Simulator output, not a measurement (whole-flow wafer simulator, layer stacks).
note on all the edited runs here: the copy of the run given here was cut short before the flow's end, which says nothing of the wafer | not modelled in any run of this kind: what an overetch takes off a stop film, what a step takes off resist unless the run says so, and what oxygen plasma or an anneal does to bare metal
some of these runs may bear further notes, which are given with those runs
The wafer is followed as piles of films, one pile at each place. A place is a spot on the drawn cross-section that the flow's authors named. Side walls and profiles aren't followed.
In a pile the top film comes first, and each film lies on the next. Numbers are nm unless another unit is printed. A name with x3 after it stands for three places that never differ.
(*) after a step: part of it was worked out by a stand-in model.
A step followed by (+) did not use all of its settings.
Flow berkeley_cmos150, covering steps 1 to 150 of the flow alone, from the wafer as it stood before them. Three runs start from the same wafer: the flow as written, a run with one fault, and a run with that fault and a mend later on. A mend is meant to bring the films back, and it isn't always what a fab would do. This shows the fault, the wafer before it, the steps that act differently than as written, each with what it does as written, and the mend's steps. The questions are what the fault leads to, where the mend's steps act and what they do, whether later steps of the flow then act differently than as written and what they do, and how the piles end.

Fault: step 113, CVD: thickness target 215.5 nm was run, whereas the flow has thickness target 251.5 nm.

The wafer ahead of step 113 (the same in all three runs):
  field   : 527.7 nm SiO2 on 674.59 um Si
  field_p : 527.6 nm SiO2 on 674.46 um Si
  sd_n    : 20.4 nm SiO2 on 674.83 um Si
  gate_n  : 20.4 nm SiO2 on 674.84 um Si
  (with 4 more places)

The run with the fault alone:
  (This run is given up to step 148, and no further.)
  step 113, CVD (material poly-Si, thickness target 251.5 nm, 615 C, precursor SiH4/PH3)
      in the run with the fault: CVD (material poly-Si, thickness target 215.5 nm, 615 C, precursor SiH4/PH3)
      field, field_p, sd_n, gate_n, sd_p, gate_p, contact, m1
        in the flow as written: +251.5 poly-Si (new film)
        in the run with the fault: +215.5 poly-Si (new film)
  Steps further on in the flow that do not act as written (9 more steps, not shown, differ only slightly: by at most 2% or 0.5 nm, whichever is larger):
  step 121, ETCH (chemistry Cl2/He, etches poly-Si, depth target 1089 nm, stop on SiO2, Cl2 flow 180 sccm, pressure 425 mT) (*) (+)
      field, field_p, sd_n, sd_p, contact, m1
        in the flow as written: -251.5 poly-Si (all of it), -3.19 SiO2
        in the run with the fault: -215.5 poly-Si (all of it), -3.19 SiO2
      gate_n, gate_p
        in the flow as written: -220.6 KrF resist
        in the run with the fault: -194.9 KrF resist
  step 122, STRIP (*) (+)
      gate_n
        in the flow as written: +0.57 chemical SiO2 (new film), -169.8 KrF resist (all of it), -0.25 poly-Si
        in the run with the fault: +0.59 chemical SiO2 (new film), -194.6 KrF resist (all of it), -0.26 poly-Si
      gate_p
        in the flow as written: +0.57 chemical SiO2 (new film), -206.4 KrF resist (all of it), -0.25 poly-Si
        in the run with the fault: +0.59 chemical SiO2 (new film), -231 KrF resist (all of it), -0.26 poly-Si
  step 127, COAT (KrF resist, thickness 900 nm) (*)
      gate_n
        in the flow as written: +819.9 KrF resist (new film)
        in the run with the fault: +844.4 KrF resist (new film)
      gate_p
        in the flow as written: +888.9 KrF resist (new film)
        in the run with the fault: +914 KrF resist (new film)
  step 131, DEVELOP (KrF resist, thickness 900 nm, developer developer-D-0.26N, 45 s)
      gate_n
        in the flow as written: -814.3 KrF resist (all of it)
        in the run with the fault: -838.5 KrF resist (all of it)
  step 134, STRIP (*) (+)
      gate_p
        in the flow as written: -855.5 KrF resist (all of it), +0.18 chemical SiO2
        in the run with the fault: -880 KrF resist (all of it), +0.18 chemical SiO2
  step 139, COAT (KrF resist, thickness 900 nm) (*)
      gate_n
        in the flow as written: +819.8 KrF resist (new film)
        in the run with the fault: +844.2 KrF resist (new film)
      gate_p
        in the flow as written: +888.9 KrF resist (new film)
        in the run with the fault: +913.9 KrF resist (new film)
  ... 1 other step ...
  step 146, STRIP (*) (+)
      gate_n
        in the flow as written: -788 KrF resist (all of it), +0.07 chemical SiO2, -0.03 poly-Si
        in the run with the fault: -811.9 KrF resist (all of it), +0.07 chemical SiO2, -0.03 poly-Si
  Once step 148 is done, the piles at gate_n, gate_p depart from the flow's by more than 2% or 0.5 nm, whichever is larger.
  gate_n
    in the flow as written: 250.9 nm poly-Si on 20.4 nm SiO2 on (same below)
    in the run with the fault: 214.9 nm poly-Si on 20.4 nm SiO2 on (same below)
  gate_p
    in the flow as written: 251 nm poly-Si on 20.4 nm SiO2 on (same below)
    in the run with the fault: 215 nm poly-Si on 20.4 nm SiO2 on (same below)

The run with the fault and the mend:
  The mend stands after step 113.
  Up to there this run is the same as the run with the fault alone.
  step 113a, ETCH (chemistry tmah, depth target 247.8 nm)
      field, field_p, sd_n, gate_n, sd_p, gate_p, contact, m1
        -215.5 poly-Si (all of it)
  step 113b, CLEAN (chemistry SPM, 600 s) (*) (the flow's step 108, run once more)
      does not change any film at any place that is followed
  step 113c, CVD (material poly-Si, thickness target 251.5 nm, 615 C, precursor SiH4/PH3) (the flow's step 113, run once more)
      field, field_p, sd_n, gate_n, sd_p, gate_p, contact, m1
        +251.5 poly-Si (new film)
  Every later step of the flow that is run acts as written at every place that is followed.
  The piles end the same as the flow's at every place that both follow.
